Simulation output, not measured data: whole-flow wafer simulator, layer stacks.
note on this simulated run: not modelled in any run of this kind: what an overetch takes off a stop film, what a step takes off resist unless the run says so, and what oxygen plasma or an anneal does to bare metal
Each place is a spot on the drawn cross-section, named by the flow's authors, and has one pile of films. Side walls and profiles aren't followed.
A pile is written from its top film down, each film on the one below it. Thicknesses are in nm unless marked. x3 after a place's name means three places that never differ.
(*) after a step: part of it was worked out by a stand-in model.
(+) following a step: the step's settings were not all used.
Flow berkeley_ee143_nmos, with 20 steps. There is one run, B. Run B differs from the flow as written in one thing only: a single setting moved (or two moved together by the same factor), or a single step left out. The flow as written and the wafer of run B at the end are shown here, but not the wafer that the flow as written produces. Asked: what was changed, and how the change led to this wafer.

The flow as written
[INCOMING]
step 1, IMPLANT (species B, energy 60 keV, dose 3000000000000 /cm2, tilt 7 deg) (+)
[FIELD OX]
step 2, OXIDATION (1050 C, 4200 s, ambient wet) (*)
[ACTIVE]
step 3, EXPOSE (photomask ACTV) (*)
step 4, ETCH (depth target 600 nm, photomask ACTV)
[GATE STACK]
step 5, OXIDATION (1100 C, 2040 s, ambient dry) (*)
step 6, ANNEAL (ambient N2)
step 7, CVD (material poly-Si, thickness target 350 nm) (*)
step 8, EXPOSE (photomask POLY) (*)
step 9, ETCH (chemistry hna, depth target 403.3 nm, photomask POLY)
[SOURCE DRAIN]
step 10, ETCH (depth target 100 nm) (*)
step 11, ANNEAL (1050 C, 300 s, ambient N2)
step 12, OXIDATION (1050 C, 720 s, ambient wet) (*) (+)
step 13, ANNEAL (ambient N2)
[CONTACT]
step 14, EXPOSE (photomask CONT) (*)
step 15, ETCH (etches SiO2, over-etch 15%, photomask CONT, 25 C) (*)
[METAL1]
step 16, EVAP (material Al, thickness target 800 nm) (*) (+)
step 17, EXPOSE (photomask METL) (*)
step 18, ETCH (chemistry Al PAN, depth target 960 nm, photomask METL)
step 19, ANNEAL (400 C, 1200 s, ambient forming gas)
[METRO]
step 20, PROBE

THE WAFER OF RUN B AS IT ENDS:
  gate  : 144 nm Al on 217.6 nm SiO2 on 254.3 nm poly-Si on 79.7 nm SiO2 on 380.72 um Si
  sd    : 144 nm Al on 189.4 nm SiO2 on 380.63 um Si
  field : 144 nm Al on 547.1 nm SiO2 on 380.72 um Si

What caused this: step 18, ETCH: depth target 656 nm was run, though the flow has depth target 960 nm.

The path from the change to this, step by step:
  step 18, ETCH (chemistry Al PAN, depth target 960 nm, photomask METL)
      gate, sd, field: -656 Al (it would be, as written: -800 Al (all of it))
With metal films that touch counted as one body, gate has 1 body; the flow as written gives 0 bodies.
With metal films that touch counted as one body, sd has 1 body; the flow as written gives 0 bodies.
With metal films that touch counted as one body, field has 1 body; the flow as written gives 0 bodies.
